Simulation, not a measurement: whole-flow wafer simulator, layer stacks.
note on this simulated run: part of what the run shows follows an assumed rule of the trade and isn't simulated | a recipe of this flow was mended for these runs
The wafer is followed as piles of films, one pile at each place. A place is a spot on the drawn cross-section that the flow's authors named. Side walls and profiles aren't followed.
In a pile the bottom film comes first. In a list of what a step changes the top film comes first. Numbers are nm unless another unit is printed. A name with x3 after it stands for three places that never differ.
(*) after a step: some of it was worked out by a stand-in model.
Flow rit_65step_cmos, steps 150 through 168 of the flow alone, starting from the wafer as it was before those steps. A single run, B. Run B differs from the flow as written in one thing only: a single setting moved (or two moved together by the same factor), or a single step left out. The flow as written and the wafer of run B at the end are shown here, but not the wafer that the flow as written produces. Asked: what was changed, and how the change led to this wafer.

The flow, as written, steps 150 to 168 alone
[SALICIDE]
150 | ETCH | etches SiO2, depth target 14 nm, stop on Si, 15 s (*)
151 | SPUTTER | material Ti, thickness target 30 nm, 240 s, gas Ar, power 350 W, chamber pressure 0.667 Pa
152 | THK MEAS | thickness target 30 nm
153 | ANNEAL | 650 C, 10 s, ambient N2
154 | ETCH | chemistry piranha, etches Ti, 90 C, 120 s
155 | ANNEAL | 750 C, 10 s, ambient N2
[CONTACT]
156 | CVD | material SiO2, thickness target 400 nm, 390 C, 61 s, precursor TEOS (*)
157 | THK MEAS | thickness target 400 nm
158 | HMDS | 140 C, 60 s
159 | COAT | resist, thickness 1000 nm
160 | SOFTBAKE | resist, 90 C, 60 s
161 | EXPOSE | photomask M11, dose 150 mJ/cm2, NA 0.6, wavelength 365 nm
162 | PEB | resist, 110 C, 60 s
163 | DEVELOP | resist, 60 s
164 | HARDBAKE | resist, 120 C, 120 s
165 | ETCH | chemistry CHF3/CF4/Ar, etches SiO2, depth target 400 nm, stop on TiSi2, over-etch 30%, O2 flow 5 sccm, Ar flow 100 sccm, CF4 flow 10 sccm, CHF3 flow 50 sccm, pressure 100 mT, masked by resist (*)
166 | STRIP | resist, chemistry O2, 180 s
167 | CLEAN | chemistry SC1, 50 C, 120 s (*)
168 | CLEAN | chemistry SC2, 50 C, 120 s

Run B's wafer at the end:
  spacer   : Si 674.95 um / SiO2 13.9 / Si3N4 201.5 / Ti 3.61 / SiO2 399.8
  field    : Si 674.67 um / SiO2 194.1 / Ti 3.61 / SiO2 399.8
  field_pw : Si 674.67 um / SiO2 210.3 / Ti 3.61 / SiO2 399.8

What caused this: step 154, ETCH: 28 s was run, though the flow has 120 s.

The path from the change to this, step by step:
  154 | ETCH | chemistry piranha, etches Ti, 90 C, 120 s
      field, field_pw, field_nw, field_p, spacer, spacer_p: Ti loses 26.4 (in the flow as written it would be: Ti loses 30 (all of it))
  156 | CVD | material SiO2, thickness target 400 nm, 390 C, 61 s, precursor TEOS (*)
      field, field_pw, field_nw, field_p: SiO2 gains 400 (new film) (in the flow as written it would be: SiO2 gains 400)
Taking metal films that touch as one body, spacer has 1 body; the flow as written gives 0 bodies.
Taking metal films that touch as one body, field has 1 body; the flow as written gives 0 bodies.
Taking metal films that touch as one body, field_pw has 1 body; the flow as written gives 0 bodies.
